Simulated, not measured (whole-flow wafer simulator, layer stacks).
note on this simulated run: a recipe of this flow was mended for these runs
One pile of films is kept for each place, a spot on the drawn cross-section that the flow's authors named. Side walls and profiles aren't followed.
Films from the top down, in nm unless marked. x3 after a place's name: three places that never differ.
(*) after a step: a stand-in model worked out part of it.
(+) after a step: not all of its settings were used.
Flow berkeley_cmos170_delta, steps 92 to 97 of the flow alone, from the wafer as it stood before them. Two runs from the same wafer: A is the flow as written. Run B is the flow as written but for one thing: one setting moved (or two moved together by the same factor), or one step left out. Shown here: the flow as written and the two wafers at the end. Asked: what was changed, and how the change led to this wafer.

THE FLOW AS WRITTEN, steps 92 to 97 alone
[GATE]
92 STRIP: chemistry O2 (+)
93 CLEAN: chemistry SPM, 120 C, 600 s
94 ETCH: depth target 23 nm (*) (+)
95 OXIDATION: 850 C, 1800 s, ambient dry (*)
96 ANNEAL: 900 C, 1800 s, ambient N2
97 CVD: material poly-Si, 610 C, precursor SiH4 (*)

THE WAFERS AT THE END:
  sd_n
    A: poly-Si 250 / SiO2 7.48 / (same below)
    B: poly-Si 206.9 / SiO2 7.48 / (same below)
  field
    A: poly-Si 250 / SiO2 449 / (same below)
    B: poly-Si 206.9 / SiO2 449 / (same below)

The cause: step 97, CVD: 601 C was run, where the flow has 610 C.

How the change led to this, step by step:
  97 CVD: material poly-Si, 610 C, precursor SiH4 (*)
      field, sd_n, spacer_n, gate, sd_p, spacer_p x2, contact, m1: A poly-Si +250 (new film) | B poly-Si +206.9 (new film)
